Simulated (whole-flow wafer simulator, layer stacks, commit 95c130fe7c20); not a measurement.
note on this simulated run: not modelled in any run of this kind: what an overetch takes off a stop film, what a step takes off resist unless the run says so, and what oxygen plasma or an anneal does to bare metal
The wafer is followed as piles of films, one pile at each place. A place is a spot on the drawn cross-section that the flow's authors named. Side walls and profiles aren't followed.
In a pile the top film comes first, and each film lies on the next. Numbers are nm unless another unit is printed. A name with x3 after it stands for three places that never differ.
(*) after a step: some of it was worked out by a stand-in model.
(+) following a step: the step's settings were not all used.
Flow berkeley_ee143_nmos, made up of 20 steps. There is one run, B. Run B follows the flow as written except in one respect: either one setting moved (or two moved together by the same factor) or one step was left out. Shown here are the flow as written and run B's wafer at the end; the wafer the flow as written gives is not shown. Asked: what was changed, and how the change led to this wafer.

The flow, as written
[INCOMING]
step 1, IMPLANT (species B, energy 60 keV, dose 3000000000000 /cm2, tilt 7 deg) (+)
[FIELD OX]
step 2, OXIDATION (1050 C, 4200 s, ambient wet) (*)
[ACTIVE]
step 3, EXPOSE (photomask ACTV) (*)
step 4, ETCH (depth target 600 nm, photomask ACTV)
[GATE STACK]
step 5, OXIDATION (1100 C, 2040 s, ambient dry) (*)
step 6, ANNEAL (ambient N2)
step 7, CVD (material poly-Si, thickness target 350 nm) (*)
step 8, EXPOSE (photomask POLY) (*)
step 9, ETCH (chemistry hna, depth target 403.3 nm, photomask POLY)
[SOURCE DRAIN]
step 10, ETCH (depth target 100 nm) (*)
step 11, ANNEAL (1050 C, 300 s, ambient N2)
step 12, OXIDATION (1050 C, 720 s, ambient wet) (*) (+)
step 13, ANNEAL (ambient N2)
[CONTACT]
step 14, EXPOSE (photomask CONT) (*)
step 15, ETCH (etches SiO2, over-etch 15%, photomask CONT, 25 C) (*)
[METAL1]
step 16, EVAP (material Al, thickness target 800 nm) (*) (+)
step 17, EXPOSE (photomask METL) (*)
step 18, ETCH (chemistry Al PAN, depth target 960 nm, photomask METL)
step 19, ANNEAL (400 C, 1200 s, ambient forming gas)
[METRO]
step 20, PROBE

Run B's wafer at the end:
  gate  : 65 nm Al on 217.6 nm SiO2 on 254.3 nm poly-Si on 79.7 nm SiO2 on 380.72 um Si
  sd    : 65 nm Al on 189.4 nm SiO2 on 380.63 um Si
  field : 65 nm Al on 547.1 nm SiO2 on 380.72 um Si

The reason: step 18, ETCH: depth target 735 nm was run, whereas the flow has depth target 960 nm.

How this came from the change, step by step:
  step 18, ETCH (chemistry Al PAN, depth target 960 nm, photomask METL)
      gate, sd, field: Al loses 735 (in the flow as written it would be: Al loses 800 (all of it))
With metal films that touch counted as one body, gate has 1 body; the flow as written gives 0 bodies.
With metal films that touch counted as one body, sd has 1 body; the flow as written gives 0 bodies.
With metal films that touch counted as one body, field has 1 body; the flow as written gives 0 bodies.
